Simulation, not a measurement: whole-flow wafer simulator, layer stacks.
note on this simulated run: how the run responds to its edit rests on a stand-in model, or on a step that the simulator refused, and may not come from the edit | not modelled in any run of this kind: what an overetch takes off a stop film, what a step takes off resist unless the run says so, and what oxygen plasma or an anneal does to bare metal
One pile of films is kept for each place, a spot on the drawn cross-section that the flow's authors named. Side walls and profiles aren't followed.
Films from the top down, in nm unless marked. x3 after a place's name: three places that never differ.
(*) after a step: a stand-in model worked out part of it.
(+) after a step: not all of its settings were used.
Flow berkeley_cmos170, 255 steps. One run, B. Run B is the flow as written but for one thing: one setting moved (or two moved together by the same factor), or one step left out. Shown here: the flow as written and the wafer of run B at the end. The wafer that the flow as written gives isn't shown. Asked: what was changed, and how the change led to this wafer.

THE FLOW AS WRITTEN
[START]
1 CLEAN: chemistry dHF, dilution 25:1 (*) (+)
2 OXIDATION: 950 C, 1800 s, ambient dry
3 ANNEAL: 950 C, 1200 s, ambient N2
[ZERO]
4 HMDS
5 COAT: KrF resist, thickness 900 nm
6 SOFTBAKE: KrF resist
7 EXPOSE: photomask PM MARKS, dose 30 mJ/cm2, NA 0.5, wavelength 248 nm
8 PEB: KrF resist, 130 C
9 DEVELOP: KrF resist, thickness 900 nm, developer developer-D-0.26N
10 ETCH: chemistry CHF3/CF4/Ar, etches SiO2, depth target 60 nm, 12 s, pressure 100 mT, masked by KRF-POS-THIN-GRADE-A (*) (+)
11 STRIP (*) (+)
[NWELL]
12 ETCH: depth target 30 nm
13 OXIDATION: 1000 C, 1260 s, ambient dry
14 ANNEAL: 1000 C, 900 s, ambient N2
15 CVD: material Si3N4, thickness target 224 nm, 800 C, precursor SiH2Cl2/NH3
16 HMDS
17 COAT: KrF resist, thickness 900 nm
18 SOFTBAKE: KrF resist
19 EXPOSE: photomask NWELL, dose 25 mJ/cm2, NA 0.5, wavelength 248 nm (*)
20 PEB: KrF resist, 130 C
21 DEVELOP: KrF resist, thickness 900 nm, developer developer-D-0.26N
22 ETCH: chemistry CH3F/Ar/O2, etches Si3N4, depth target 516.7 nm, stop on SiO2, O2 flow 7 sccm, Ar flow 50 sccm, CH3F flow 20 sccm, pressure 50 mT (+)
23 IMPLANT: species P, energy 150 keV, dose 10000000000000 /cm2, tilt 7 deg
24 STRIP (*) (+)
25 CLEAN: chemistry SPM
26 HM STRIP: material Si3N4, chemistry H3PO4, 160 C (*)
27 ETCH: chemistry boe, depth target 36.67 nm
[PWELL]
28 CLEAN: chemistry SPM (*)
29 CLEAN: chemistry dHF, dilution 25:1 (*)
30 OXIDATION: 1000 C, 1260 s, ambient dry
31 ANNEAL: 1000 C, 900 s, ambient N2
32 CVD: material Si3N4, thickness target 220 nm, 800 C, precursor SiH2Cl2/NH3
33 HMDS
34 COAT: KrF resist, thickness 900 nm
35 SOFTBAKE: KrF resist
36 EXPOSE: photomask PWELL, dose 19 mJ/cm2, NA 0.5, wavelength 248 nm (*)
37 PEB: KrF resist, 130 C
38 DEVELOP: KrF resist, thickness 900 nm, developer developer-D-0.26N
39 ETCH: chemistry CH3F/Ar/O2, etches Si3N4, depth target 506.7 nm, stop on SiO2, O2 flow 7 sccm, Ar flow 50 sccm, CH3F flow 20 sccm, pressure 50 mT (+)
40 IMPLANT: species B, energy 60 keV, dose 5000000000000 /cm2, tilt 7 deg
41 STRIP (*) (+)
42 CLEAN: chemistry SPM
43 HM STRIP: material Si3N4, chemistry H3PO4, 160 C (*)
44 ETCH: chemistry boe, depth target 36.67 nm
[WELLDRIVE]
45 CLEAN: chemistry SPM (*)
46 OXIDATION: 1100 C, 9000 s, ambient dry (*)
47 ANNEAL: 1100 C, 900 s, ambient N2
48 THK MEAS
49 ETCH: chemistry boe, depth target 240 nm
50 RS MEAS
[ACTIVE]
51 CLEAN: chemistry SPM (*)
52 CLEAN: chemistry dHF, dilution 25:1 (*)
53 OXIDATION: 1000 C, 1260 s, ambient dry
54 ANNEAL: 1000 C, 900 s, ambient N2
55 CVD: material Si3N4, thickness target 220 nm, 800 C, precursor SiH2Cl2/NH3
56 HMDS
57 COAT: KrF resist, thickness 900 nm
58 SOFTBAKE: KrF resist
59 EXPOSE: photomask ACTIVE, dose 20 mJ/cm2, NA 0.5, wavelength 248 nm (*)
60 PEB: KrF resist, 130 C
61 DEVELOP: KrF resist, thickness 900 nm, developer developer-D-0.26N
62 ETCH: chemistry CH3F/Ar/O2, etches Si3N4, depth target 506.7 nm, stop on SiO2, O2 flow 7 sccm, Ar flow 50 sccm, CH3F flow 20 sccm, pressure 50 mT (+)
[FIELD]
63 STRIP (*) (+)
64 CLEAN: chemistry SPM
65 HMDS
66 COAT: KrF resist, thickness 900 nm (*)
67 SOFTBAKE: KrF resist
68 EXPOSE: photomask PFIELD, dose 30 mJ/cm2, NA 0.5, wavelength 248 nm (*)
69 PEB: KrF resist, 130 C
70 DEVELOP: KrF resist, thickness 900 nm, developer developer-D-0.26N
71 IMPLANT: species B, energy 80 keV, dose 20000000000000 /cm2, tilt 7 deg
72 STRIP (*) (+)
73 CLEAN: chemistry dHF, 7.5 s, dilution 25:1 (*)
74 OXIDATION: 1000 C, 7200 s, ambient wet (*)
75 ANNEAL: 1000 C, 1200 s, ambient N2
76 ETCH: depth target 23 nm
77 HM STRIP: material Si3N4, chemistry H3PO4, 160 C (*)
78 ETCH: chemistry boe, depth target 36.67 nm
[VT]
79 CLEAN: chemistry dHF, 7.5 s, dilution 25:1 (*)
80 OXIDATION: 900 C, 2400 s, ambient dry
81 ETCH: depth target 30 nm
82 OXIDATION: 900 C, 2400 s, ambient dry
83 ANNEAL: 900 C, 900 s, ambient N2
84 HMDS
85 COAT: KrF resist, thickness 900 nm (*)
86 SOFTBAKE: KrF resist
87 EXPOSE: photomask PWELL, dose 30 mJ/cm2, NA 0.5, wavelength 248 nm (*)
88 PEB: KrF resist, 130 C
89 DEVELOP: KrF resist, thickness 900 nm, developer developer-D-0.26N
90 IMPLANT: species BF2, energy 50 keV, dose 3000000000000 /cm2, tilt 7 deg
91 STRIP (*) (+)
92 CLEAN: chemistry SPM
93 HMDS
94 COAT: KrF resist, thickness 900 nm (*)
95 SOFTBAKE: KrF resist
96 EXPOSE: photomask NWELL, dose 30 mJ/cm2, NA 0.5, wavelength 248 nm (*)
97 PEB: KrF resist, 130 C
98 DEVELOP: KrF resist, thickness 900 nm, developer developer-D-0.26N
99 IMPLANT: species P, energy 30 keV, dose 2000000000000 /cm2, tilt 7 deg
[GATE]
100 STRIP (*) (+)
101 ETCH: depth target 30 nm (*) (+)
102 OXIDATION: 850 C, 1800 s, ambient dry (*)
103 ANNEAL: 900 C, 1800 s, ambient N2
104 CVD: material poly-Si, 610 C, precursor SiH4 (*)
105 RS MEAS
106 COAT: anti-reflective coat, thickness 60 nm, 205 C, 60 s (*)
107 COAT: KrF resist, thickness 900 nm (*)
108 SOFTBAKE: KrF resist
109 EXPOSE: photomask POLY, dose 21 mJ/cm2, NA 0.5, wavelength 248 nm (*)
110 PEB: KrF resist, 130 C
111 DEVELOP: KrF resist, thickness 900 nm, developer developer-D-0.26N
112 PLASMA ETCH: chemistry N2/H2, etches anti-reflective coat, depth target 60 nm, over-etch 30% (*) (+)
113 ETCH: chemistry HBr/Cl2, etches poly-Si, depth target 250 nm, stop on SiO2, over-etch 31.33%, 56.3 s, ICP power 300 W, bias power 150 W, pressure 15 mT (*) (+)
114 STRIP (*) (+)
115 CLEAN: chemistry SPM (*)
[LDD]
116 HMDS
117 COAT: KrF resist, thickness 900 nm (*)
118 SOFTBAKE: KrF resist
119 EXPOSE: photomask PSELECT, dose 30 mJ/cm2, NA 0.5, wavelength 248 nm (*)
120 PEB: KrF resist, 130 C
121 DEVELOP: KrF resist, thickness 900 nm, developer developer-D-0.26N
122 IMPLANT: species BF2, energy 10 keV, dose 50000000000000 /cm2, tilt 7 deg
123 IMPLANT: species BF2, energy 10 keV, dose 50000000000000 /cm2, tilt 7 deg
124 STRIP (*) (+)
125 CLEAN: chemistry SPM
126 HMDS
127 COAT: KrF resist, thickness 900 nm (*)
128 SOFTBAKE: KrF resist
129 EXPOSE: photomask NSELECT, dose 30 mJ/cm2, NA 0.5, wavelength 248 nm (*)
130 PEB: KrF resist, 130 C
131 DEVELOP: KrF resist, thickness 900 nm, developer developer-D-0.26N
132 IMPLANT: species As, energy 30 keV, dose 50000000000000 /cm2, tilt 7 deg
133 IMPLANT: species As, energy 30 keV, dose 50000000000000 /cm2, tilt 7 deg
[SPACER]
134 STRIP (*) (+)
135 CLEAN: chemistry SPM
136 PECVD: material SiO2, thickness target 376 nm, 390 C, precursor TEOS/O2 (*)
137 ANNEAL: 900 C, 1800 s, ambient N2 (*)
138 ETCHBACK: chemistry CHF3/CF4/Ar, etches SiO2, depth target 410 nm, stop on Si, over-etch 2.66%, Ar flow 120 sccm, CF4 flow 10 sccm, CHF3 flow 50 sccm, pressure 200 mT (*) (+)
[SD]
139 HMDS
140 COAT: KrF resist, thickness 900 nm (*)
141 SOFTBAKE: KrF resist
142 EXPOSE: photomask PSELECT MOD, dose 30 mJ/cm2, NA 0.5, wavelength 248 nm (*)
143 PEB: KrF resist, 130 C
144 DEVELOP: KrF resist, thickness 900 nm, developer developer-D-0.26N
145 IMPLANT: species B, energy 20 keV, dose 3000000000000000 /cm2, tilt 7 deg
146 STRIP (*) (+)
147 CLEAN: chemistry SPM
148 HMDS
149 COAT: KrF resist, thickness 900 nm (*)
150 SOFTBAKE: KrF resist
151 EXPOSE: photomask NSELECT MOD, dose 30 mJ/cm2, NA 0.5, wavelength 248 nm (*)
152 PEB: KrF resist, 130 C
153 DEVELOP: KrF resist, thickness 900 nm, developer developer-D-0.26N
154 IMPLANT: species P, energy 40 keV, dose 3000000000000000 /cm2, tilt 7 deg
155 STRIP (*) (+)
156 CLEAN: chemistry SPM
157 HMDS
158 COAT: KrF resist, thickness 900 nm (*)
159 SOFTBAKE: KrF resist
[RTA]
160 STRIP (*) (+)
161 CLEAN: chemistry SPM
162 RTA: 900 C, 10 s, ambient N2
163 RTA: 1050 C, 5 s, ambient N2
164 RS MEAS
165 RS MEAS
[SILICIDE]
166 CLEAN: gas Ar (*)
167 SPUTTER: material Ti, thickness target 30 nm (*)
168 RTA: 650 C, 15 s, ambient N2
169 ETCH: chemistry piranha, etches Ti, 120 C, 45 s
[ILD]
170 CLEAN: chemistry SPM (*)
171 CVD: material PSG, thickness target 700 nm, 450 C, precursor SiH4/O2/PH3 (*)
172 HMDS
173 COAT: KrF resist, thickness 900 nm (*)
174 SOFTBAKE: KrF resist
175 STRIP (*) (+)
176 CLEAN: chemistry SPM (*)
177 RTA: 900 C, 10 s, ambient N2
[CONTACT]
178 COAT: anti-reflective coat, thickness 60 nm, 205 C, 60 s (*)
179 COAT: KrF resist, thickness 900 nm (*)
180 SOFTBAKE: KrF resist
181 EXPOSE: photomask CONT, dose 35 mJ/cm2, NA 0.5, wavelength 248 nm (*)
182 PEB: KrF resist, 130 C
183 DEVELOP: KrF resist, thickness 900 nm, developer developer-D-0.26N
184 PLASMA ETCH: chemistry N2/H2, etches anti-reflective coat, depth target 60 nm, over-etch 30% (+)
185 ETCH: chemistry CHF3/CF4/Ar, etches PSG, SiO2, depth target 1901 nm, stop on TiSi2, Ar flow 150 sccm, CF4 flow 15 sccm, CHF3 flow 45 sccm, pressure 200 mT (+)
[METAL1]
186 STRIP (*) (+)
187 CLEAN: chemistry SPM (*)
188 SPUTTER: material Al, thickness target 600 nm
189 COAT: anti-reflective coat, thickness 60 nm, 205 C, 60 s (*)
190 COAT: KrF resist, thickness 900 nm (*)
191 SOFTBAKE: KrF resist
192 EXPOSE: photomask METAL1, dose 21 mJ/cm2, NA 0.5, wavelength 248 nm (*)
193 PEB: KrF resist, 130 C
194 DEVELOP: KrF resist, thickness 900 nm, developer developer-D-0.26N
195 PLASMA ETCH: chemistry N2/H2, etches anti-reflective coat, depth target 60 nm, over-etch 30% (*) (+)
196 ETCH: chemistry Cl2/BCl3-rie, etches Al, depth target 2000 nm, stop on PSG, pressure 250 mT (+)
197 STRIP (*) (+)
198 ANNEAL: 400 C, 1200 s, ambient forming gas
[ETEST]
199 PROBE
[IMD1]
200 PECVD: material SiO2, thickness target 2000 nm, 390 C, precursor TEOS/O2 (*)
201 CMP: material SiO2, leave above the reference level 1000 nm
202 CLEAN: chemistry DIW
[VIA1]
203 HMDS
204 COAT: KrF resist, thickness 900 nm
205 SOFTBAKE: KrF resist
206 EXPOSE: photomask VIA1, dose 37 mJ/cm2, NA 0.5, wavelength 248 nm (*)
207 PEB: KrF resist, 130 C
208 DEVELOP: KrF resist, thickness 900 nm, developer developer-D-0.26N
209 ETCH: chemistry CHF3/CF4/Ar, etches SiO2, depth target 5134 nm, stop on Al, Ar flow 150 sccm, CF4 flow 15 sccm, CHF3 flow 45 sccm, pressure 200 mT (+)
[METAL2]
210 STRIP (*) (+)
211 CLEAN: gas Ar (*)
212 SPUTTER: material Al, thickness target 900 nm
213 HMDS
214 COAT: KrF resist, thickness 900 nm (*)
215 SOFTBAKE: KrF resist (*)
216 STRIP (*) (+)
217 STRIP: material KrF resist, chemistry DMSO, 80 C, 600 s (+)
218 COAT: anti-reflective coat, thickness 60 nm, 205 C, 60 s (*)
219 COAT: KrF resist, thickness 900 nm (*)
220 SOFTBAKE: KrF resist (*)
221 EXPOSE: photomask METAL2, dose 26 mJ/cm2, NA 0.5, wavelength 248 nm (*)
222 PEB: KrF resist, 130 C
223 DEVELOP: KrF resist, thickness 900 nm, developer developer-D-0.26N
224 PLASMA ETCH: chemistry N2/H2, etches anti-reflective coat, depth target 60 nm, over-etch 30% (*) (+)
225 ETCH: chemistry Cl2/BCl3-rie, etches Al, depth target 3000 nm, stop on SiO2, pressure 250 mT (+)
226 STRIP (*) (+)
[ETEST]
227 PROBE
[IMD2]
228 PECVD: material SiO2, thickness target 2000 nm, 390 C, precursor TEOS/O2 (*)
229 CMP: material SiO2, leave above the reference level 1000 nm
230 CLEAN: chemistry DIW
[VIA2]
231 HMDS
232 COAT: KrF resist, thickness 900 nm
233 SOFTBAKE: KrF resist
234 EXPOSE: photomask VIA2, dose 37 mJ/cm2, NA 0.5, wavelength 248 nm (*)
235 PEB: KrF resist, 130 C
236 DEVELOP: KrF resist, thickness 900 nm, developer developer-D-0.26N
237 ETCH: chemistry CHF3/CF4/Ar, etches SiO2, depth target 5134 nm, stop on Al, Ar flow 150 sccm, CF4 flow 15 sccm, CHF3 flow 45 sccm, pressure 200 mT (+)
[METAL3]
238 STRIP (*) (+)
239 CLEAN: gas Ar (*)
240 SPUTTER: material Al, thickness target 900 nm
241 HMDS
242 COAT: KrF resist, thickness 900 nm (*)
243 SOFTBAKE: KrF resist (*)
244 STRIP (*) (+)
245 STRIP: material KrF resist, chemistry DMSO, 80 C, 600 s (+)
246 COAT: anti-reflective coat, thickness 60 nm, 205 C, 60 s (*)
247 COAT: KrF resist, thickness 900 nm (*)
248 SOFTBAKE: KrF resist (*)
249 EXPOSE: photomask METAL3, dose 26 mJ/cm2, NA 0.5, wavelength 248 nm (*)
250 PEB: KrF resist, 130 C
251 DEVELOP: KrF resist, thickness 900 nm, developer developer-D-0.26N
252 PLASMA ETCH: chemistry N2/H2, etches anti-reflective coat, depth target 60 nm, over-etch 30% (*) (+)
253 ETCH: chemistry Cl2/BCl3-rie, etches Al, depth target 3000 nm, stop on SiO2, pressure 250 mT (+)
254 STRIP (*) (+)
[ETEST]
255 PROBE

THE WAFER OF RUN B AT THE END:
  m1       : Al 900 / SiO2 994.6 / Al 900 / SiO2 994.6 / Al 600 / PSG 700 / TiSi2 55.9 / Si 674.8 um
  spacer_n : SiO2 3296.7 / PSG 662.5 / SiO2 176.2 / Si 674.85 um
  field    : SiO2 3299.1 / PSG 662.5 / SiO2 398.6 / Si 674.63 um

The cause: step 81, ETCH: depth target 11.88 nm was run, where the flow has depth target 30 nm.

How the change led to this, step by step:
  81 ETCH: depth target 30 nm
      sd_n, spacer_n, gate_n and 8 more: SiO2 -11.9 (as written it would be: SiO2 -14.9 (all of it))
      field: SiO2 -11.9 (as written it would be: SiO2 -30)
  82 OXIDATION: 900 C, 2400 s, ambient dry
      sd_n, spacer_n, gate_n and 8 more: SiO2 +12.3, Si -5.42 (as written it would be: SiO2 +14.9 (new film), Si -6.57)
  106 COAT: anti-reflective coat, thickness 60 nm, 205 C, 60 s (*)
      field: anti-reflective coat +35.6 (new film) (as written it would be: anti-reflective coat +34.7 (new film))
      sd_n: anti-reflective coat +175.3 (new film) (as written it would be: anti-reflective coat +158.6 (new film))
      (and at 7 more places)
  112 PLASMA ETCH: chemistry N2/H2, etches anti-reflective coat, depth target 60 nm, over-etch 30% (*) (+)
      field: anti-reflective coat -35.6 (all of it), poly-Si -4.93 (as written it would be: anti-reflective coat -34.7 (all of it), poly-Si -4.4)
      sd_n: anti-reflective coat -175.3 (all of it), poly-Si -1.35 (as written it would be: anti-reflective coat -158.6 (all of it), poly-Si -1.22)
      (and at 8 more places)
  114 STRIP (*) (+)
      gate_n: chemical SiO2 +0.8 (new film), KrF resist -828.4 (all of it), anti-reflective coat -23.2 (all of it), poly-Si -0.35 (as written it would be: chemical SiO2 +0.8 (new film), KrF resist -812.6 (all of it), anti-reflective coat -27.3 (all of it), poly-Si -0.35)
      gate_p: chemical SiO2 +0.8 (new film), KrF resist -790.7 (all of it), anti-reflective coat -27.5 (all of it), poly-Si -0.35 (as written it would be: chemical SiO2 +0.8 (new film), KrF resist -782.1 (all of it), anti-reflective coat -29.6 (all of it), poly-Si -0.35)
  178 COAT: anti-reflective coat, thickness 60 nm, 205 C, 60 s (*)
      sd_n: anti-reflective coat +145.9 (new film) (as written it would be: anti-reflective coat +135.1 (new film))
      gate_n: anti-reflective coat +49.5 (new film) (as written it would be: anti-reflective coat +48.3 (new film))
      (and at 2 more places)
  186 STRIP (*) (+)
      sd_n: KrF resist -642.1 (all of it), anti-reflective coat -145.9 (all of it) (as written it would be: KrF resist -643.8 (all of it), anti-reflective coat -135.1 (all of it))
      gate_n: KrF resist -561.1 (all of it), anti-reflective coat -49.5 (all of it) (as written it would be: KrF resist -553.1 (all of it), anti-reflective coat -48.3 (all of it))
      (and at 2 more places)
  189 COAT: anti-reflective coat, thickness 60 nm, 205 C, 60 s (*)
      gate_n: anti-reflective coat +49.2 (new film) (as written it would be: anti-reflective coat +48 (new film))
      sd_p: anti-reflective coat +89.1 (new film) (as written it would be: anti-reflective coat +86.5 (new film))
      (and at 1 more place)
  195 PLASMA ETCH: chemistry N2/H2, etches anti-reflective coat, depth target 60 nm, over-etch 30% (*) (+)
      contact, m1, via1, m2, via2: KrF resist -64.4 (as written it would be: KrF resist -62.5)
      gate_n: anti-reflective coat -49.2 (all of it) (as written it would be: anti-reflective coat -48 (all of it))
      (and at 1 more place)
  197 STRIP (*) (+)
      m2: KrF resist -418 (all of it), anti-reflective coat -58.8 (all of it) (as written it would be: KrF resist -412.9 (all of it), anti-reflective coat -61.1 (all of it))
  201 CMP: material SiO2, leave above the reference level 1000 nm
      field: SiO2 -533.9 (as written it would be: SiO2 -517)
